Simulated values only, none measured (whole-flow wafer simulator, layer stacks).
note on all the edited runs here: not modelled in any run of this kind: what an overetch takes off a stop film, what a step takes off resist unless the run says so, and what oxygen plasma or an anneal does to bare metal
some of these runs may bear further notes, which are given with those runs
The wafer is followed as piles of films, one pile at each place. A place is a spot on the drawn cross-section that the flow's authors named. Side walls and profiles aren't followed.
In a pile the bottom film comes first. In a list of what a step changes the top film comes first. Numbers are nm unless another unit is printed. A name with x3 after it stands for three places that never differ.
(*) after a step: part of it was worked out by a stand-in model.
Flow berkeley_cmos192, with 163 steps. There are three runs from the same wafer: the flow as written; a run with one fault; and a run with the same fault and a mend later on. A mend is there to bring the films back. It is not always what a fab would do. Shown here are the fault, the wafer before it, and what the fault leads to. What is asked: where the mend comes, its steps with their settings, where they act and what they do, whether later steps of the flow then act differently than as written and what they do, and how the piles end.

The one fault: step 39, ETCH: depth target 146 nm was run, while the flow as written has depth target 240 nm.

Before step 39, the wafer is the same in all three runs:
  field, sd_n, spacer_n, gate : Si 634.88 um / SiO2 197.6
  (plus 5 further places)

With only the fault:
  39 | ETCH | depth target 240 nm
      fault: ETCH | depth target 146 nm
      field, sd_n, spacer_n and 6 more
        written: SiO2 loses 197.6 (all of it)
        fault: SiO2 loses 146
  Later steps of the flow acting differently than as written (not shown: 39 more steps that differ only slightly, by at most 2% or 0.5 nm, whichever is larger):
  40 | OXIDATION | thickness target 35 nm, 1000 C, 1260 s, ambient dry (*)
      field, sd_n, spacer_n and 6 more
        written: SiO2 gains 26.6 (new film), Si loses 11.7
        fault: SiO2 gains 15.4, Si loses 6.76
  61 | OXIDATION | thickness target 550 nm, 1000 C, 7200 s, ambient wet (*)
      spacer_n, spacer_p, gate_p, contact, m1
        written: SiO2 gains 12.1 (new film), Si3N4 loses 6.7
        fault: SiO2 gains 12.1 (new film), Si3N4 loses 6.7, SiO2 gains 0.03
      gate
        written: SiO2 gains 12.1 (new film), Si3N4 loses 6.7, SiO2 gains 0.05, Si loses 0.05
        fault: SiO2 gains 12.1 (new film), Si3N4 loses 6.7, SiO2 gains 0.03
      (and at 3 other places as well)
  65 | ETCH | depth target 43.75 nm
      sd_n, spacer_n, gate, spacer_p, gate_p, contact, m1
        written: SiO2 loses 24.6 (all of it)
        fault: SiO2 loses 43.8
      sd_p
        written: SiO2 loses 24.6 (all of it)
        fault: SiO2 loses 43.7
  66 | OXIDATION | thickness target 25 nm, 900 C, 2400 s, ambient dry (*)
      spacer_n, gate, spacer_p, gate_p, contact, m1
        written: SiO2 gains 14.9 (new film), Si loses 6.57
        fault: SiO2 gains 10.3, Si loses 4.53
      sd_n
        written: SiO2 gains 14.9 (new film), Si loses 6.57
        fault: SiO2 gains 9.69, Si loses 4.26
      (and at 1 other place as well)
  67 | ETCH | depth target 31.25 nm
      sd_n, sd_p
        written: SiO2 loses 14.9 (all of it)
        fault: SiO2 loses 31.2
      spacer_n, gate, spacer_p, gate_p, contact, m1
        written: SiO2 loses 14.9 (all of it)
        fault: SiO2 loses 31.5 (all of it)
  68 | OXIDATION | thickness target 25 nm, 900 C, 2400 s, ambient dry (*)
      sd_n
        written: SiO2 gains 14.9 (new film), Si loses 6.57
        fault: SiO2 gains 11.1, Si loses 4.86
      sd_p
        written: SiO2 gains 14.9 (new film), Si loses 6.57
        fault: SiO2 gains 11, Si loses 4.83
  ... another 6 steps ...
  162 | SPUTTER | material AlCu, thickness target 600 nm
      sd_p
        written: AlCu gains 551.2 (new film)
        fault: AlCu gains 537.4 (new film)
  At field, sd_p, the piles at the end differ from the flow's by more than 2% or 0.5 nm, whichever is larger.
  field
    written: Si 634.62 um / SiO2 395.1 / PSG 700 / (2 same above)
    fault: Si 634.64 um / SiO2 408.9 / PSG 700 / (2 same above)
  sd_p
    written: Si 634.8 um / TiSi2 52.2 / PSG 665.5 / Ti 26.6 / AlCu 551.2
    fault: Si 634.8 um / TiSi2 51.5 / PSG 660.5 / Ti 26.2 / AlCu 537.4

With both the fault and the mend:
  After step 39 comes the mend.
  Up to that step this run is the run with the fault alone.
  39a | ETCH | depth target 94 nm (a further turn of the flow's step 39, with different settings)
      field, sd_n, spacer_n and 6 more
        SiO2 loses 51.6 (all of it)
  None of the later steps of the flow acts differently than as written at any place that is followed.
  At every place that both follow, the piles at the end match the flow's.
